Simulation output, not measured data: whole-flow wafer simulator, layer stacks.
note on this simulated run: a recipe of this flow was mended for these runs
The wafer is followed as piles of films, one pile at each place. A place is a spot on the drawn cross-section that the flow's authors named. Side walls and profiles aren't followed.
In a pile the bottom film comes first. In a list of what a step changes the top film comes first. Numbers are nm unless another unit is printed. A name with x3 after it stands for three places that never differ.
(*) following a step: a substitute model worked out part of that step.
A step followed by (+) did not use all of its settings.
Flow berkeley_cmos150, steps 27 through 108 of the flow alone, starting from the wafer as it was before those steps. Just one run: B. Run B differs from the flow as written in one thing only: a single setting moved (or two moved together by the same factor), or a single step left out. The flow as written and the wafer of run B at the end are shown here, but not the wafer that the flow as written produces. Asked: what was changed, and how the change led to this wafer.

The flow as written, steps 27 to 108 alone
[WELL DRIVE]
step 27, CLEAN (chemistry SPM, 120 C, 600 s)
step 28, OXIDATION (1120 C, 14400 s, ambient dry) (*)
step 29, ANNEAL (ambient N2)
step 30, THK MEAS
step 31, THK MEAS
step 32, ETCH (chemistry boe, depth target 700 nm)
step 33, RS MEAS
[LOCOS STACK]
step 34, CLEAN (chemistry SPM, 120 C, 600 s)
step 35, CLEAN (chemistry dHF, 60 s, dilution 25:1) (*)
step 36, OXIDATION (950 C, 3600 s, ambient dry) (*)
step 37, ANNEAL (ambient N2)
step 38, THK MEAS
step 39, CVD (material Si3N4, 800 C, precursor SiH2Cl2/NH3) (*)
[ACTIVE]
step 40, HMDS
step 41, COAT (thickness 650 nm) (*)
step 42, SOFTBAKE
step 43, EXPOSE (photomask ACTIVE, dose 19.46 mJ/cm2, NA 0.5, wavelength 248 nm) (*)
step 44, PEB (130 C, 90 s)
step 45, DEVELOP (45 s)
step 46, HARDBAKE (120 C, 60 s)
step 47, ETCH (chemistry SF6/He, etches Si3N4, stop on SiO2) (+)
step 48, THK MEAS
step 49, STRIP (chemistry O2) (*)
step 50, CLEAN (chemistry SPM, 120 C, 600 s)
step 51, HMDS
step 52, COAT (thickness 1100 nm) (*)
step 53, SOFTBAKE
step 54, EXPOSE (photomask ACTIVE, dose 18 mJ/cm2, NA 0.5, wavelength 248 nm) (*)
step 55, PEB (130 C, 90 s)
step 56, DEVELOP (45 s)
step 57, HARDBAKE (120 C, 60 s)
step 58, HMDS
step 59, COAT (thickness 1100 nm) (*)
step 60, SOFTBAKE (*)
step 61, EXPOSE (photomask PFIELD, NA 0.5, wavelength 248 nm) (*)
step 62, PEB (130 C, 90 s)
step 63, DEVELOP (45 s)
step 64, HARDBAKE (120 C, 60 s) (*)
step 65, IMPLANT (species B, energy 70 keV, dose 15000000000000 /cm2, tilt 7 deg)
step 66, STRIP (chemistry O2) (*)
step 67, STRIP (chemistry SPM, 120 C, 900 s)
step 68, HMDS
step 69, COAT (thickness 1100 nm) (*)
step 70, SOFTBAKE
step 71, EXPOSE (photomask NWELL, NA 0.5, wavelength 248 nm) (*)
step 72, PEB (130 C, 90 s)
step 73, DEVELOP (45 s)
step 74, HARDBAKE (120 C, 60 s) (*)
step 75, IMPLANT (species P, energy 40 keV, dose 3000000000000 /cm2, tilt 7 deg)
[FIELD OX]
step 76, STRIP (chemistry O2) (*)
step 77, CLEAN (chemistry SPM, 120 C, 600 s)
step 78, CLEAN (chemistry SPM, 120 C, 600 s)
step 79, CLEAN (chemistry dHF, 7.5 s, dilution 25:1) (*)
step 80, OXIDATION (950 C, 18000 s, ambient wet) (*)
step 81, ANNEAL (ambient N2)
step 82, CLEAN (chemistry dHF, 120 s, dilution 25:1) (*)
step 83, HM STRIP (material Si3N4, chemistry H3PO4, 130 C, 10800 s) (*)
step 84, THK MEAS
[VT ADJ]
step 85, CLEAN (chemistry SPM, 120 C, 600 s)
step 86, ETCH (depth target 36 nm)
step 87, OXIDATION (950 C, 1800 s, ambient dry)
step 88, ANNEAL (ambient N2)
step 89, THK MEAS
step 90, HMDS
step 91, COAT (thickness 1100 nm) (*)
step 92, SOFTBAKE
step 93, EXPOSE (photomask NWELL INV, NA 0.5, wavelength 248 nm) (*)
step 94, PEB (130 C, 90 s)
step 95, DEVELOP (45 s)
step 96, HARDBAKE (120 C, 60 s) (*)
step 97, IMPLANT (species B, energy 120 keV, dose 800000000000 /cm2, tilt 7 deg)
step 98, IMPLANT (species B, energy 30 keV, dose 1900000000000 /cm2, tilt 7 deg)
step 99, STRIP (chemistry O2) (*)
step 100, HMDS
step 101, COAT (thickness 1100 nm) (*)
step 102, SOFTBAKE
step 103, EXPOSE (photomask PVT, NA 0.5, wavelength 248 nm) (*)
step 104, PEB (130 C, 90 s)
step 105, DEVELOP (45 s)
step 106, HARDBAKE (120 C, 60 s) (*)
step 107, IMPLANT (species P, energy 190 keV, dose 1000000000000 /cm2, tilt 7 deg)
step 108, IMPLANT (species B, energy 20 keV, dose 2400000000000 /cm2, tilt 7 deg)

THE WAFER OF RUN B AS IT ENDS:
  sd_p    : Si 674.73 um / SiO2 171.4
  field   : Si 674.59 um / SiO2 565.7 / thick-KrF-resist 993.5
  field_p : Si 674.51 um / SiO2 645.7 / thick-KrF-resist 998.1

Cause: step 32, ETCH: depth target 350 nm was run, though the flow has depth target 700 nm.

The path from the change to this, step by step:
  step 32, ETCH (chemistry boe, depth target 700 nm)
      field_p, sd_p, gate_p: -350 SiO2 (as written it would have been: -555.5 SiO2 (all of it))
  step 34, CLEAN (chemistry SPM, 120 C, 600 s)
      field_p, sd_p, gate_p: nothing (as written it would have been: +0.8 chemical SiO2 (new film), -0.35 Si)
  step 35, CLEAN (chemistry dHF, 60 s, dilution 25:1) (*)
      field_p, sd_p, gate_p: -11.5 SiO2 (as written it would have been: -0.8 chemical SiO2 (all of it))
  step 36, OXIDATION (950 C, 3600 s, ambient dry) (*)
      field_p, sd_p, gate_p: +9.87 SiO2, -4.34 Si (as written it would have been: +31.5 SiO2 (new film), -13.8 Si)
  step 41, COAT (thickness 650 nm) (*)
      field: +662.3 KrF-resist (new film) (as written it would have been: +646.4 KrF-resist (new film))
      field_p: +626.1 KrF-resist (new film) (as written it would have been: +715.2 KrF-resist (new film))
      (also at 3 further places)
  step 45, DEVELOP (45 s)
      field: -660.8 KrF-resist (all of it) (as written it would have been: -645 KrF-resist (all of it))
      field_p: -624.7 KrF-resist (all of it) (as written it would have been: -713.6 KrF-resist (all of it))
  step 46, HARDBAKE (120 C, 60 s)
      sd_n: -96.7 KrF-resist (as written it would have been: -93.3 KrF-resist)
      sd_p: -93.2 KrF-resist (as written it would have been: -102.4 KrF-resist)
      (also at 1 further place)
  step 49, STRIP (chemistry O2) (*)
      sd_n: -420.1 KrF-resist (all of it) (as written it would have been: -400.9 KrF-resist (all of it))
      sd_p: -400.6 KrF-resist (all of it) (as written it would have been: -452.2 KrF-resist (all of it))
      (also at 2 further places)
  step 52, COAT (thickness 1100 nm) (*)
      field: +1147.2 thick-KrF-resist (new film) (as written it would have been: +1106.9 thick-KrF-resist (new film))
      field_p: +1106.5 thick-KrF-resist (new film) (as written it would have been: +1219.5 thick-KrF-resist (new film))
      (also at 3 further places)
  step 56, DEVELOP (45 s)
      field: -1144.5 thick-KrF-resist (all of it) (as written it would have been: -1104.2 thick-KrF-resist (all of it))
      field_p: -1103.8 thick-KrF-resist (all of it) (as written it would have been: -1216.4 thick-KrF-resist (all of it))
  step 57, HARDBAKE (120 C, 60 s)
      sd_n: -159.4 thick-KrF-resist (as written it would have been: -155.7 thick-KrF-resist)
      sd_p: -155.7 thick-KrF-resist (as written it would have been: -169.9 thick-KrF-resist)
      (also at 1 further place)
  step 59, COAT (thickness 1100 nm) (*)
      field: +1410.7 thick-KrF-resist (new film) (as written it would have been: +1375.8 thick-KrF-resist (new film))
      field_p: +1371.6 thick-KrF-resist (new film) (as written it would have been: +1495 thick-KrF-resist (new film))
      (also at 2 further places)
  step 63, DEVELOP (45 s)
      field: -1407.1 thick-KrF-resist (all of it) (as written it would have been: -1372.3 thick-KrF-resist (all of it))
  step 66, STRIP (chemistry O2) (*)
      field_p: -1354.8 thick-KrF-resist (all of it) (as written it would have been: -1477.9 thick-KrF-resist (all of it))
      sd_p: -1449.1 thick-KrF-resist (all of it) (as written it would have been: -1563.6 thick-KrF-resist (all of it))
      (also at 1 further place)
  step 69, COAT (thickness 1100 nm) (*)
      field: +1147.2 thick-KrF-resist (new film) (as written it would have been: +1106.9 thick-KrF-resist (new film))
      field_p: +1106.5 thick-KrF-resist (new film) (as written it would have been: +1219.5 thick-KrF-resist (new film))
      (also at 3 further places)
  step 73, DEVELOP (45 s)
      field_p: -1103.8 thick-KrF-resist (all of it) (as written it would have been: -1216.4 thick-KrF-resist (all of it))
      sd_p: -1017 thick-KrF-resist (all of it) (as written it would have been: -1108.9 thick-KrF-resist (all of it))
      (also at 1 further place)
  ... another 8 steps ...
  step 105, DEVELOP (45 s)
      sd_p: -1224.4 thick-KrF-resist (all of it) (as written it would have been: -1314 thick-KrF-resist (all of it))
      gate_p: -1205.3 thick-KrF-resist (all of it) (as written it would have been: -1288.3 thick-KrF-resist (all of it))
